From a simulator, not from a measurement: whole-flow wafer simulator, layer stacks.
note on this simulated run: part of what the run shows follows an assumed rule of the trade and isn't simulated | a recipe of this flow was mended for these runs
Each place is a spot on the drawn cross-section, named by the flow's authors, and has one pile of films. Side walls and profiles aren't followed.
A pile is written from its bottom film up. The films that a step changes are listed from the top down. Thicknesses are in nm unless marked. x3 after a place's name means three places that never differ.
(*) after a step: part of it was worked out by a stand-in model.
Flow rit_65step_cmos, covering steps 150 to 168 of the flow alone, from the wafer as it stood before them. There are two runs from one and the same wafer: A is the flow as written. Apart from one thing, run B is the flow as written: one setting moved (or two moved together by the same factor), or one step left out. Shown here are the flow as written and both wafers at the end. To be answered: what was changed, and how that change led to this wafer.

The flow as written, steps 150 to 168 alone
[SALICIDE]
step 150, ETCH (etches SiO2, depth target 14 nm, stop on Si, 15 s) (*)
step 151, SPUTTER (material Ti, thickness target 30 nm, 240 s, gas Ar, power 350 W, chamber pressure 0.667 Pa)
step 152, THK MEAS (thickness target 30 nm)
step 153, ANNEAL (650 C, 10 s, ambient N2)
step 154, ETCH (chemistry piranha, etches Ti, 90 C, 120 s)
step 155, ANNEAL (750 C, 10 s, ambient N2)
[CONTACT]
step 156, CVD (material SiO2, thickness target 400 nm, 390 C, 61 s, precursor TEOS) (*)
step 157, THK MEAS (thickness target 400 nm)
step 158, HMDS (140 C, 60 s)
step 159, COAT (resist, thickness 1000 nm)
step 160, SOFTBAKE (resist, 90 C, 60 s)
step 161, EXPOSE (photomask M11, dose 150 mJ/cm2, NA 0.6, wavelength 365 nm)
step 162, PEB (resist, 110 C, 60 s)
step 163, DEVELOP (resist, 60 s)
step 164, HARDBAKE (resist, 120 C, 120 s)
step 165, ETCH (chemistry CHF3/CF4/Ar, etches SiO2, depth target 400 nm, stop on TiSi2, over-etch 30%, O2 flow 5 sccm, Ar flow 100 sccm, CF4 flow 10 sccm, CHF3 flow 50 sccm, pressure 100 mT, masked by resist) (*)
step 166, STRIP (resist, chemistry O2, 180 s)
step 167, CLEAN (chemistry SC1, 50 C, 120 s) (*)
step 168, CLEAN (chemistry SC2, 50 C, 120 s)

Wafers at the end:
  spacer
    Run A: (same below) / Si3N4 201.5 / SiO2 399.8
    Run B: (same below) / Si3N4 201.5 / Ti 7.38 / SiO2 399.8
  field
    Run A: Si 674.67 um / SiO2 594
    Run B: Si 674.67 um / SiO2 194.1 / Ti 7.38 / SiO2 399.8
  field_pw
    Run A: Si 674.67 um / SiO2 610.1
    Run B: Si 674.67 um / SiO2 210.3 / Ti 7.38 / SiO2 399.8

What caused this: step 154, ETCH: 24 s was run, though the flow has 120 s.

Step by step, how the change led to this:
  step 154, ETCH (chemistry piranha, etches Ti, 90 C, 120 s)
      field, field_pw, field_nw, field_p, spacer, spacer_p: A Ti loses 30 (all of it) | B Ti loses 22.6
  step 156, CVD (material SiO2, thickness target 400 nm, 390 C, 61 s, precursor TEOS) (*)
      field, field_pw, field_nw, field_p: A SiO2 gains 400 | B SiO2 gains 400 (new film)
Taking metal films that touch as one body, spacer has 1 body; the flow as written gives 0 bodies.
Taking metal films that touch as one body, field has 1 body; the flow as written gives 0 bodies.
Taking metal films that touch as one body, field_pw has 1 body; the flow as written gives 0 bodies.
